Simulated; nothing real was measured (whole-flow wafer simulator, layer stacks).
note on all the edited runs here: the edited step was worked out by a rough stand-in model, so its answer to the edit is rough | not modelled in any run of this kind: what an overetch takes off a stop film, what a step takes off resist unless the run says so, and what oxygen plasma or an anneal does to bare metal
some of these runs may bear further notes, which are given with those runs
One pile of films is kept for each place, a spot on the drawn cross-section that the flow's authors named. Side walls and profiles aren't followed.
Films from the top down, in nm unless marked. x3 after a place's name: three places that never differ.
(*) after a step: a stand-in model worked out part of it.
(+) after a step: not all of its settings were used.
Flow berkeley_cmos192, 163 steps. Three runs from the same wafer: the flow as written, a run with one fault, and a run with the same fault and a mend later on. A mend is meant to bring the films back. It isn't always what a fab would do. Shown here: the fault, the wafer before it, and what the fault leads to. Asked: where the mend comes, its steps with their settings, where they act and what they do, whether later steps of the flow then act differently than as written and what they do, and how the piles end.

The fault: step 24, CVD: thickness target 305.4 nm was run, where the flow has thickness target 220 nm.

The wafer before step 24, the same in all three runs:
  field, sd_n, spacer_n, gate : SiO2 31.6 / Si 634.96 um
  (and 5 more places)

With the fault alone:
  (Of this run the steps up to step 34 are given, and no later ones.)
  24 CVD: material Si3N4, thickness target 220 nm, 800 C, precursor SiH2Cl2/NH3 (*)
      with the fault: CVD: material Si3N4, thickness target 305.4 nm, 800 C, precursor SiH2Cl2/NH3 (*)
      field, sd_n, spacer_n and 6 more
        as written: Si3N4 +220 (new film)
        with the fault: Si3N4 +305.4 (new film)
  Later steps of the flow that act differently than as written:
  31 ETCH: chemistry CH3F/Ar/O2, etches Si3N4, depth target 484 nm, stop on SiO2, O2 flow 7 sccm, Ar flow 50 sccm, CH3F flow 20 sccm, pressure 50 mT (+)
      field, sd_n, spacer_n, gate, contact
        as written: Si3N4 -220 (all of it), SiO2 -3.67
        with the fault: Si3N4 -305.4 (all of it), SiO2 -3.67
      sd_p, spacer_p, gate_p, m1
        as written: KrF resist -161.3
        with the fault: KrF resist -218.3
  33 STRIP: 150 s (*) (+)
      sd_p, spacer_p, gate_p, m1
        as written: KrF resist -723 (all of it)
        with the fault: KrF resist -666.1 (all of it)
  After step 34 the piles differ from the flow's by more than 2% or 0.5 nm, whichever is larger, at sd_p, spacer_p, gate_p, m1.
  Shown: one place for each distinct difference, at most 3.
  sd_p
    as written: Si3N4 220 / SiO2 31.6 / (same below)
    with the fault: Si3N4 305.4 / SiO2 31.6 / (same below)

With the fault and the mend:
  The mend comes after step 24.
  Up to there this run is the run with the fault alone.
  24a ETCH: chemistry h3po4, depth target 351.2 nm
      field, sd_n, spacer_n and 6 more
        Si3N4 -305.4 (all of it)
  24b CLEAN: chemistry SPM (the flow's step 17 once more)
      changes no film at any place that is followed
  24c CVD: material Si3N4, thickness target 220 nm, 800 C, precursor SiH2Cl2/NH3 (*) (the flow's step 24 once more)
      field, sd_n, spacer_n and 6 more
        Si3N4 +220 (new film)
  No later step of the flow acts differently than as written at any place that is followed.
  At the end the piles are the same as the flow's at every place that both follow.
